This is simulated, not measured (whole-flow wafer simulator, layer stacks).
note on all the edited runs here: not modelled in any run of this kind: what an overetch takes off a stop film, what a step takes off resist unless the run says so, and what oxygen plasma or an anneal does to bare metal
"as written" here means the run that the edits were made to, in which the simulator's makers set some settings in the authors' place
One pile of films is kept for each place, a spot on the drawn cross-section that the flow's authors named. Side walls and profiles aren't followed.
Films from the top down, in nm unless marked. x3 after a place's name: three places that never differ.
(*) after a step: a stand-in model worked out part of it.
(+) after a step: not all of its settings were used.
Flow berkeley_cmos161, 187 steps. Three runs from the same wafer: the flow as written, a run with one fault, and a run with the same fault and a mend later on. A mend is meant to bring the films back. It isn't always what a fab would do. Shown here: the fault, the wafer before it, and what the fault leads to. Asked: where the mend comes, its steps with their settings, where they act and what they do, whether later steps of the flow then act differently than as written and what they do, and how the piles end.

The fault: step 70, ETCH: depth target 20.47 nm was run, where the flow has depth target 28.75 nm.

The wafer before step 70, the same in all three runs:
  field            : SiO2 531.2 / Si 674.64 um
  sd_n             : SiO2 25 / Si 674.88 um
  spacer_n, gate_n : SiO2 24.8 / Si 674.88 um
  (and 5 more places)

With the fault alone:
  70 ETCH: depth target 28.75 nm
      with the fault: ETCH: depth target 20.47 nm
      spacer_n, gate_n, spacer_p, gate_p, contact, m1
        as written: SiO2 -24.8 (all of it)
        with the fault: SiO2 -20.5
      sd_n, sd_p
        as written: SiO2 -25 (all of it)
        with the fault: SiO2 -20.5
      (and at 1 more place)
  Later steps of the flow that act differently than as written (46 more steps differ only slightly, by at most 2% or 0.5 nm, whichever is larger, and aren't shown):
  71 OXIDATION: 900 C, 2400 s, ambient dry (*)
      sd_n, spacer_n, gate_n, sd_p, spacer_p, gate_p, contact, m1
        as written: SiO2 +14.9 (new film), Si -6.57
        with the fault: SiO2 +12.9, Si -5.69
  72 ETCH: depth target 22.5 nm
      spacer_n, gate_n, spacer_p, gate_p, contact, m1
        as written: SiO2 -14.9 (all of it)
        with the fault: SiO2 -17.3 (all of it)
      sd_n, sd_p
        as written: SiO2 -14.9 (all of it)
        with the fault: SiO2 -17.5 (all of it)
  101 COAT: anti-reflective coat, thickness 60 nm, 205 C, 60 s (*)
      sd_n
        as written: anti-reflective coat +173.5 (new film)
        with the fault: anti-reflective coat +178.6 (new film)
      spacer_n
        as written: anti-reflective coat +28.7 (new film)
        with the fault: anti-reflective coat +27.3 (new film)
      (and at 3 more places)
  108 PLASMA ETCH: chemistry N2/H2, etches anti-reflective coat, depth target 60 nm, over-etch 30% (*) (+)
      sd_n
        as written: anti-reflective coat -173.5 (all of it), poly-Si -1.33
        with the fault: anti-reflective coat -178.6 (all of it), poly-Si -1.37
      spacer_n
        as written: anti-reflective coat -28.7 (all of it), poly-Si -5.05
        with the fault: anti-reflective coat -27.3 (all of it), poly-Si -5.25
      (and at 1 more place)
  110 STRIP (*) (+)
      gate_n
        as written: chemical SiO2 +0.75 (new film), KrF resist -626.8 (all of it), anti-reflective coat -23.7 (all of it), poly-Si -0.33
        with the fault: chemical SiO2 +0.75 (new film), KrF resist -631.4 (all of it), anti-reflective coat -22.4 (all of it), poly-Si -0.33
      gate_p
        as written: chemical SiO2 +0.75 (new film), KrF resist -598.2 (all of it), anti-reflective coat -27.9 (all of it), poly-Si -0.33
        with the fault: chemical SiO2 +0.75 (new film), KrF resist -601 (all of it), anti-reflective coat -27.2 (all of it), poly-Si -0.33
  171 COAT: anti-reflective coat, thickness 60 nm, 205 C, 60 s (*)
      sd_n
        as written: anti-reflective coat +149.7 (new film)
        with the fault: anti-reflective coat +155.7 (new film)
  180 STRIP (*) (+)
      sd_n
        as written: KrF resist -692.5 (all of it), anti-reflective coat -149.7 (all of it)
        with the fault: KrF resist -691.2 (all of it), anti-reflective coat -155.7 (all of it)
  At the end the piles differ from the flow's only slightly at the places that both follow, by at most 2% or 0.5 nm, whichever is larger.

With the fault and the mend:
  The mend comes after step 70.
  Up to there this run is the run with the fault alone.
  70a ETCH: depth target 8.28 nm (the flow's step 70 once more, with other settings)
      spacer_n, gate_n, spacer_p, gate_p, contact, m1
        SiO2 -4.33 (all of it)
      sd_n, sd_p
        SiO2 -4.57 (all of it)
      field
        SiO2 -8.28
  No later step of the flow acts differently than as written at any place that is followed.
  At the end the piles are the same as the flow's at every place that both follow.
